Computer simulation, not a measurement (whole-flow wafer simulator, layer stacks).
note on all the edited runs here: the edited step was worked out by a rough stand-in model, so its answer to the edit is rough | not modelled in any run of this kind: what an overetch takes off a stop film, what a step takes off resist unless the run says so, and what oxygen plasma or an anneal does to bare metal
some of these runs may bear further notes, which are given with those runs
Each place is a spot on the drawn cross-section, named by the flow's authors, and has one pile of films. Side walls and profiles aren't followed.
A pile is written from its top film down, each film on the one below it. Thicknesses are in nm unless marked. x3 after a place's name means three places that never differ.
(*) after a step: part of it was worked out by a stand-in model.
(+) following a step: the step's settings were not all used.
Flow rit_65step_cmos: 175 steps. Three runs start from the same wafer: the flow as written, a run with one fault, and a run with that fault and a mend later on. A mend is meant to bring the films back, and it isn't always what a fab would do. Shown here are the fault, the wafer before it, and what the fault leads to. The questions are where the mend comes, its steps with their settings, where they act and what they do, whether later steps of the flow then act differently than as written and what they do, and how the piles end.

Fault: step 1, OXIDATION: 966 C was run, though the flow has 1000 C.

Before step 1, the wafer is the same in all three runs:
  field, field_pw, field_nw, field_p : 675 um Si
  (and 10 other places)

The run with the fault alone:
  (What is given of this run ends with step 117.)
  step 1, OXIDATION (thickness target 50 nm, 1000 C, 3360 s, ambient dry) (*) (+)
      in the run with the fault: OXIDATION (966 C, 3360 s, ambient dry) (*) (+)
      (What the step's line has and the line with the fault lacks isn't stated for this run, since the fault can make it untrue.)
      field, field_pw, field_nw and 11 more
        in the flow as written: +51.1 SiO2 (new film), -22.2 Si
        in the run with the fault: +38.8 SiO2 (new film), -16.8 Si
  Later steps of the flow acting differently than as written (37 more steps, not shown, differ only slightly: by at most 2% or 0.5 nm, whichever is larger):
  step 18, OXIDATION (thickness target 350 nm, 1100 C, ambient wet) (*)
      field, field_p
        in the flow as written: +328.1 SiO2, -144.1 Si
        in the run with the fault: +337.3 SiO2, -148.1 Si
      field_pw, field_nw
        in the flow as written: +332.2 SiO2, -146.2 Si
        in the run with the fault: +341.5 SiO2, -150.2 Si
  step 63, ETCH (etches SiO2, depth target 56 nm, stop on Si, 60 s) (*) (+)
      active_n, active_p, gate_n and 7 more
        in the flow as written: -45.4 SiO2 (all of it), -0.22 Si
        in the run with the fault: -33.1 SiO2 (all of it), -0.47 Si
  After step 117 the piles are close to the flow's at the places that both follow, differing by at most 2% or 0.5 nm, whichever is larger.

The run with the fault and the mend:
  The mend stands after step 2.
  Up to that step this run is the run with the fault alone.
  step 2a, ETCH (depth target 44 nm, 21.5 C, 50 s)
      field, field_pw, field_nw and 11 more
        -38.8 SiO2 (all of it)
  step 2b, CLEAN (chemistry SC2, 75 C, 600 s)
      field, field_pw, field_nw and 11 more
        +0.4 chemical SiO2 (new film), -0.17 Si
  step 2c, OXIDATION (1000 C, 3360 s, ambient dry) (*) (the flow's step 1 again, with other settings)
      field, field_pw, field_nw and 11 more
        +51 SiO2 (new film), -0.4 chemical SiO2 (all of it), -22.3 Si
  Later steps of the flow acting differently than as written (17 more steps, not shown, differ only slightly: by at most 2% or 0.5 nm, whichever is larger):
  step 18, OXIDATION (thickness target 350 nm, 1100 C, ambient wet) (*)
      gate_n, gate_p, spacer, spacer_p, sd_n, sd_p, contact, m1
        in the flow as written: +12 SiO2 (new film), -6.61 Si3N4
        in the run with the mend: +12 SiO2 (new film), -6.61 Si3N4, +0.03 SiO2
  At the end the piles are close to the flow's at the places that both follow, differing by at most 2% or 0.5 nm, whichever is larger.
